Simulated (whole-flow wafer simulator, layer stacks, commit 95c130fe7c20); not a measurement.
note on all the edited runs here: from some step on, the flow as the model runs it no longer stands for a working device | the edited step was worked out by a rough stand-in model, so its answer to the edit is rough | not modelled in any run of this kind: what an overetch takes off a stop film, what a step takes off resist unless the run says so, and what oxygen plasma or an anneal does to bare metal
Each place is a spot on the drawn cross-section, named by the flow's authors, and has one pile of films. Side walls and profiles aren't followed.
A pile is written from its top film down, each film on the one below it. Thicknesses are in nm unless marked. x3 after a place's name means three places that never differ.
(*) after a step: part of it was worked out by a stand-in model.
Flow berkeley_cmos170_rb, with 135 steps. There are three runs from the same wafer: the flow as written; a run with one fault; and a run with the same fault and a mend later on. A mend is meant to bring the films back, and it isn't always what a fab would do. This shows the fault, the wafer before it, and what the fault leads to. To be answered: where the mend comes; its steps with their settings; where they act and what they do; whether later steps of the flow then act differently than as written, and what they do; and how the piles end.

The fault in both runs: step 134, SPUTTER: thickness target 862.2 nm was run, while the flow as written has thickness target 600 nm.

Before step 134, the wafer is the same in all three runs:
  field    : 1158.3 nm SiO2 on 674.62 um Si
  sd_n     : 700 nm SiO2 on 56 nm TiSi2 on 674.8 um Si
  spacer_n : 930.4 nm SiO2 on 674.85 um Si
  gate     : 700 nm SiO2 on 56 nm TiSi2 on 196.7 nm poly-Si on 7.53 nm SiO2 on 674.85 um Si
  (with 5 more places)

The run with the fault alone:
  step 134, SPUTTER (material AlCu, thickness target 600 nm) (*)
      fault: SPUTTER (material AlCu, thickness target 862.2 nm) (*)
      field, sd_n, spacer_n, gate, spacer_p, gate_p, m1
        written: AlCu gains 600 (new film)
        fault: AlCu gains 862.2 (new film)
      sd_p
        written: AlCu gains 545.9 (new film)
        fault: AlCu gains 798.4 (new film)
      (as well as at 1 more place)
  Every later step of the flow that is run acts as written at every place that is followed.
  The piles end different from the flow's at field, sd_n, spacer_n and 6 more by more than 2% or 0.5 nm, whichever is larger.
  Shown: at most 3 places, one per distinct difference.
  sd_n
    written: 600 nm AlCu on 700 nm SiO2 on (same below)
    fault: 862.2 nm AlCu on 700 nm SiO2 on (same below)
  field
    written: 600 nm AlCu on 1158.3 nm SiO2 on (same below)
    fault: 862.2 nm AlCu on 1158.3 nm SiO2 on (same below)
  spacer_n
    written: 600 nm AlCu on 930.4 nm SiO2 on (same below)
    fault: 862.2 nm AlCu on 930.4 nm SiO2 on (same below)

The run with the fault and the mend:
  The mend stands after step 134.
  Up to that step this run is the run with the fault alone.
  step 134a, ETCH (chemistry al pan, depth target 992.1 nm)
      field, sd_n, spacer_n, gate, spacer_p, gate_p, m1
        AlCu loses 862.2 (all of it)
      sd_p
        AlCu loses 798.4 (all of it)
      contact
        AlCu loses 583.8 (all of it)
  step 134b, SPUTTER (material AlCu, thickness target 600 nm) (*) (the flow's step 134, run once more)
      field, sd_n, spacer_n, gate, spacer_p, gate_p, m1
        AlCu gains 600 (new film)
      sd_p
        AlCu gains 545.9 (new film)
      contact
        AlCu gains 415.1 (new film)
  Every later step of the flow that is run acts as written at every place that is followed.
  At every place that both follow, the piles at the end match the flow's.
